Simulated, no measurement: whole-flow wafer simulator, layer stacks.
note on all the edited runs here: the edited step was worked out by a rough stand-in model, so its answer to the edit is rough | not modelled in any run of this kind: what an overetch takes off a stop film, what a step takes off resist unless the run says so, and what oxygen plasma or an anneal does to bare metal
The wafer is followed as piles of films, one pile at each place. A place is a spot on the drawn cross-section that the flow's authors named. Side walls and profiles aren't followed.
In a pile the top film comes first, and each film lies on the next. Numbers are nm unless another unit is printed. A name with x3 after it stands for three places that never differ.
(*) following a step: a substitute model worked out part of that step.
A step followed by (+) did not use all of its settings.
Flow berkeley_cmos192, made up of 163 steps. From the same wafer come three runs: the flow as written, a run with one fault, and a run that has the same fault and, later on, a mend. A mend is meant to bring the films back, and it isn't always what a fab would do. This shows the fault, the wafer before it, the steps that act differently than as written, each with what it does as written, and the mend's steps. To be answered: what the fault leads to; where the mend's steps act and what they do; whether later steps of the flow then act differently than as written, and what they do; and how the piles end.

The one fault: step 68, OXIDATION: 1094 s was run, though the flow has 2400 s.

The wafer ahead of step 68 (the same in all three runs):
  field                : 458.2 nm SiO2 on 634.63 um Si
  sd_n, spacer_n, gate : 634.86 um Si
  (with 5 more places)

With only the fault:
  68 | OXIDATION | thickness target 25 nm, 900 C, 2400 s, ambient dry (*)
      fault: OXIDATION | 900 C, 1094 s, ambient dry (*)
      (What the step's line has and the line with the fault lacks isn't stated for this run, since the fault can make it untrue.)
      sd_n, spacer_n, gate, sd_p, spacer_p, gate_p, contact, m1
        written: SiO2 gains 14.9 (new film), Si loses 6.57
        fault: SiO2 gains 9.14 (new film), Si loses 4.02
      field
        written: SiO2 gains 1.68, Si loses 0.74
        fault: SiO2 gains 0.77, Si loses 0.34
  Steps further on in the flow that do not act as written (not shown: 37 more steps that differ only slightly, by at most 2% or 0.5 nm, whichever is larger):
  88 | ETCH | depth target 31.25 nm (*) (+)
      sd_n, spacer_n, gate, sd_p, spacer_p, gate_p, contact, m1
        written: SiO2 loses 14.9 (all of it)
        fault: SiO2 loses 9.14 (all of it)
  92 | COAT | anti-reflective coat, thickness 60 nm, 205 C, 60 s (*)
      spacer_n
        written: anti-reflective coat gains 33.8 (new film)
        fault: anti-reflective coat gains 34.7 (new film)
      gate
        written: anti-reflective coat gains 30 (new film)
        fault: anti-reflective coat gains 30.9 (new film)
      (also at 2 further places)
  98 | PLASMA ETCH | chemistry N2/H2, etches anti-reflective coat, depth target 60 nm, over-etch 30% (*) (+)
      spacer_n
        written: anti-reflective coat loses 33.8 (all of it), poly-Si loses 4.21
        fault: anti-reflective coat loses 34.7 (all of it), poly-Si loses 4.14
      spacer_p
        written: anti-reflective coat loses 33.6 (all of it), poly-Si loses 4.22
        fault: anti-reflective coat loses 34.3 (all of it), poly-Si loses 4.15
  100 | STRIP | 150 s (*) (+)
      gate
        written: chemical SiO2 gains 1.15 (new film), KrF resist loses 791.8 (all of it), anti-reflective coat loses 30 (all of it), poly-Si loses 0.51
        fault: chemical SiO2 gains 1.15 (new film), KrF resist loses 789.5 (all of it), anti-reflective coat loses 30.9 (all of it), poly-Si loses 0.51
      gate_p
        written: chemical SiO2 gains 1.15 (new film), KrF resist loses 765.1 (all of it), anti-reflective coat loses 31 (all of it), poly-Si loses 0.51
        fault: chemical SiO2 gains 1.15 (new film), KrF resist loses 763.4 (all of it), anti-reflective coat loses 31.7 (all of it), poly-Si loses 0.51
  At the end the piles are close to the flow's at the places that both follow, differing by at most 2% or 0.5 nm, whichever is larger.

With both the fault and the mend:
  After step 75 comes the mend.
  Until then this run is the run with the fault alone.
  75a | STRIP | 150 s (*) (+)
      sd_p
        KrF resist loses 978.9 (all of it)
      spacer_p
        KrF resist loses 960.2 (all of it)
      gate_p
        KrF resist loses 959.3 (all of it)
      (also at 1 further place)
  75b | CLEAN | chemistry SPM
      does not change any film at any place that is followed
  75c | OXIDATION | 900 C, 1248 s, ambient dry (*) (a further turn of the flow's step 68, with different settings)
      sd_n, spacer_n, gate, sd_p, spacer_p, gate_p, contact, m1
        SiO2 gains 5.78, Si loses 2.54
      field
        SiO2 gains 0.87, Si loses 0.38
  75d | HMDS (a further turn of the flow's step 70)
      does not change any film at any place that is followed
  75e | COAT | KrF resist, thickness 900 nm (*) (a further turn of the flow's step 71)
      spacer_n, gate
        KrF resist gains 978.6 (new film)
      field
        KrF resist gains 842.4 (new film)
      sd_n
        KrF resist gains 1013.2 (new film)
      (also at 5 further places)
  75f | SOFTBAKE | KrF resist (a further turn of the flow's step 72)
      does not change any film at any place that is followed
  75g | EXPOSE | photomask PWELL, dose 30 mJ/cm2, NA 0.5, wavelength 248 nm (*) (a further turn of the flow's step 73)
      does not change any film at any place that is followed
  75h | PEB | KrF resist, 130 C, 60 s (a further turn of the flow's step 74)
      sd_n, m1
        KrF resist loses 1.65
      spacer_n, gate
        KrF resist loses 1.58
      spacer_p, gate_p
        KrF resist loses 1.57
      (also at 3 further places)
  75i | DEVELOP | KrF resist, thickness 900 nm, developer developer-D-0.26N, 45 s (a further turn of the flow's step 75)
      sd_p, spacer_p, gate_p, m1
        KrF resist loses 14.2
      spacer_n, gate
        KrF resist loses 977 (all of it)
      field
        KrF resist loses 841.1 (all of it)
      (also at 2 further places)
  Every later step of the flow that is run acts as written, at every place that is followed, to within 2% or 0.5 nm, whichever is larger.
  At the end the piles are close to the flow's at the places that both follow, differing by at most 2% or 0.5 nm, whichever is larger.
